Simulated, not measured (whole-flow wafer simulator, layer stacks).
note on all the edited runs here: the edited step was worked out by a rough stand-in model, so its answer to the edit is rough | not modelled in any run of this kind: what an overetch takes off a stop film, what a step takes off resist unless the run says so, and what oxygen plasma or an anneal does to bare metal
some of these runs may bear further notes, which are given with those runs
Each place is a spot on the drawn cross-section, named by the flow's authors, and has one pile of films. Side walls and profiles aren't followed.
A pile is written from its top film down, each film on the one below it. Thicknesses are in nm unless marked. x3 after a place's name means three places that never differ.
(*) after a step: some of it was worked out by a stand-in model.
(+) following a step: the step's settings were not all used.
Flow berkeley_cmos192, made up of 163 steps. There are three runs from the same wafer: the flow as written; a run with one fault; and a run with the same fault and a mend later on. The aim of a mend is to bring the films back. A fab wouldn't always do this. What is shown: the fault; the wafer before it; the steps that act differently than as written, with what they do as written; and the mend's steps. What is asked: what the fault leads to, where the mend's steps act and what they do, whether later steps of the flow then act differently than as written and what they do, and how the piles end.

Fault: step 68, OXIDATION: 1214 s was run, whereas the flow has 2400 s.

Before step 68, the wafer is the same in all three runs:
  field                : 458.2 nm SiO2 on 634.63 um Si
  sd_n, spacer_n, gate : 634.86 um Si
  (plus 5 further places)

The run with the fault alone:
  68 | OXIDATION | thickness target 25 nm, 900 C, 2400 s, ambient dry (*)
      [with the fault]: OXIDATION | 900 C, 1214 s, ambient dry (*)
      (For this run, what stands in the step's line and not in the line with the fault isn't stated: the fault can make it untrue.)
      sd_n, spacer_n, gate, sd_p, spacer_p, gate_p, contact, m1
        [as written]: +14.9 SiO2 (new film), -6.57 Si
        [with the fault]: +9.74 SiO2 (new film), -4.28 Si
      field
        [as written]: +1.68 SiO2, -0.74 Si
        [with the fault]: +0.85 SiO2, -0.37 Si
  Steps later in the flow that act otherwise than as written (37 more steps, not shown, differ only slightly: by at most 2% or 0.5 nm, whichever is larger):
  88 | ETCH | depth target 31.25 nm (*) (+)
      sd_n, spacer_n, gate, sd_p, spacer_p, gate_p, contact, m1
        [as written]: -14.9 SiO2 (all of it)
        [with the fault]: -9.74 SiO2 (all of it)
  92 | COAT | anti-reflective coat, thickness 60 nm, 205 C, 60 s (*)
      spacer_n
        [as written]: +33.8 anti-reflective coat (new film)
        [with the fault]: +34.5 anti-reflective coat (new film)
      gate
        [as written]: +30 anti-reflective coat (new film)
        [with the fault]: +30.8 anti-reflective coat (new film)
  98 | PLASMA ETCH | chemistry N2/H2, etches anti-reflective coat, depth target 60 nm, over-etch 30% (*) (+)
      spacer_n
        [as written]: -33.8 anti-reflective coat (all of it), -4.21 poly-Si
        [with the fault]: -34.5 anti-reflective coat (all of it), -4.13 poly-Si
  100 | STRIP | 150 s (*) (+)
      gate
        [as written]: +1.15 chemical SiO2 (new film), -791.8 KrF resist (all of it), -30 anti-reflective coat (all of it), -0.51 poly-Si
        [with the fault]: +1.15 chemical SiO2 (new film), -789.5 KrF resist (all of it), -30.8 anti-reflective coat (all of it), -0.51 poly-Si
  At the end the piles are close to the flow's at the places that both follow, differing by at most 2% or 0.5 nm, whichever is larger.

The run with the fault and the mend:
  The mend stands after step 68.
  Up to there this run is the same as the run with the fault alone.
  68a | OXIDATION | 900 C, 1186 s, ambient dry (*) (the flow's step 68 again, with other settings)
      sd_n, spacer_n, gate, sd_p, spacer_p, gate_p, contact, m1
        +5.2 SiO2, -2.29 Si
      field
        +0.83 SiO2, -0.36 Si
  Every later step of the flow that is run acts as written at every place that is followed.
  At every place that both follow, the piles at the end match the flow's.
